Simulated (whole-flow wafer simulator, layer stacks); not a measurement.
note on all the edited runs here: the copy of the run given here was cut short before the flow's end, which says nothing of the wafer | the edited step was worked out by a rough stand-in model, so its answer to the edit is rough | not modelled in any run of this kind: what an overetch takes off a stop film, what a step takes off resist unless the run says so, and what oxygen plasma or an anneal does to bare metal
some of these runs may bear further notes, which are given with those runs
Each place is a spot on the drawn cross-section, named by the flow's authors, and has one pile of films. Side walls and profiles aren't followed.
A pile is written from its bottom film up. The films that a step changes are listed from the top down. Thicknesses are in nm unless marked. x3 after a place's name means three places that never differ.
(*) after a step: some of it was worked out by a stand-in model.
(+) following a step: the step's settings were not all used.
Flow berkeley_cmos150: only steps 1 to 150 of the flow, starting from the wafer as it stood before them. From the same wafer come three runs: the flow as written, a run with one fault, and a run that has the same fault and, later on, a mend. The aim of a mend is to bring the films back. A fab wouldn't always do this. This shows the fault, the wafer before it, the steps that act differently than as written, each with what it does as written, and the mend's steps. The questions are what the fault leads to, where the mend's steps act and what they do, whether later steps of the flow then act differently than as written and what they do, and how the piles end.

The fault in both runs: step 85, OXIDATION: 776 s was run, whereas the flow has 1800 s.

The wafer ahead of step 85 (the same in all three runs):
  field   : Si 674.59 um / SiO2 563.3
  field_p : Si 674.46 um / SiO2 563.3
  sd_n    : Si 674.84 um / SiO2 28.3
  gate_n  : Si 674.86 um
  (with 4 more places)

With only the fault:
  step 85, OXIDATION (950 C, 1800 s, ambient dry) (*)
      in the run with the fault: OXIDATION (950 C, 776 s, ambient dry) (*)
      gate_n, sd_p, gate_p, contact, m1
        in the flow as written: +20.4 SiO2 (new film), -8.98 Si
        in the run with the fault: +12.2 SiO2 (new film), -5.38 Si
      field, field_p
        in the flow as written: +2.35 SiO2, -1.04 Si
        in the run with the fault: +1.02 SiO2, -0.45 Si
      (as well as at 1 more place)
  Steps later in the flow that act otherwise than as written (24 other steps are not shown; they differ only slightly, by no more than 2% or 0.5 nm, whichever is larger):
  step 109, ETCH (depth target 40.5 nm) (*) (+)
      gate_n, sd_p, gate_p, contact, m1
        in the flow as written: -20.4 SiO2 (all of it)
        in the run with the fault: -12.2 SiO2 (all of it)
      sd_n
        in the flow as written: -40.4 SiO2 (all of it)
        in the run with the fault: -34.2 SiO2 (all of it)
  At the end the piles are close to the flow's at the places that both follow, differing by at most 2% or 0.5 nm, whichever is larger.

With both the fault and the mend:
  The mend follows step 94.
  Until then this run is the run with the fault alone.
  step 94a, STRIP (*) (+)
      field_p
        -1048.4 KrF resist (all of it)
      sd_p
        -1275.4 KrF resist (all of it)
      gate_p
        -1250 KrF resist (all of it)
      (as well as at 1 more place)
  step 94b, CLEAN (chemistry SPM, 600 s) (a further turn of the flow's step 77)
      alters no film at any place that is followed
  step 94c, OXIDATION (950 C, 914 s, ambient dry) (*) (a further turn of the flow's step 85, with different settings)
      gate_n, sd_p, gate_p, contact, m1
        +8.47 SiO2, -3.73 Si
      field, field_p
        +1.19 SiO2, -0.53 Si
      sd_n
        +5.9 SiO2, -2.6 Si
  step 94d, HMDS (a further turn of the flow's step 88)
      alters no film at any place that is followed
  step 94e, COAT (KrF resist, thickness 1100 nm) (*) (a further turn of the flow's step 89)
      field
        +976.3 KrF resist (new film)
      field_p
        +1087.8 KrF resist (new film)
      sd_n
        +1243.1 KrF resist (new film)
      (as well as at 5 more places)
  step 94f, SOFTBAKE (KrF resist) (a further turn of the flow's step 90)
      alters no film at any place that is followed
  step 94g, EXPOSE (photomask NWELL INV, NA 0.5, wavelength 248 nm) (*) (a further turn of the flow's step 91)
      alters no film at any place that is followed
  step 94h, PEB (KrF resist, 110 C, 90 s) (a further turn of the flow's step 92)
      field
        -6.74 KrF resist
      field_p
        -7.53 KrF resist
      sd_n
        -8.63 KrF resist
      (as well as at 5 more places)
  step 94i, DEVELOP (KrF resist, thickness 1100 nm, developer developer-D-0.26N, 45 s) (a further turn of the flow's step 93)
      field_p, sd_p, gate_p, m1
        -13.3 KrF resist
      field
        -969.5 KrF resist (all of it)
      sd_n
        -1234.5 KrF resist (all of it)
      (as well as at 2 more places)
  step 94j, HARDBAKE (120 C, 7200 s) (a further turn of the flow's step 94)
      field_p
        -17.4 KrF resist
      sd_p
        -21.4 KrF resist
      gate_p
        -20.9 KrF resist
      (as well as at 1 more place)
  Later steps of the flow that are run all act as written at every place that is followed, up to a difference of at most 2% or 0.5 nm, whichever is larger.
  At the end the piles are close to the flow's at the places that both follow, differing by at most 2% or 0.5 nm, whichever is larger.
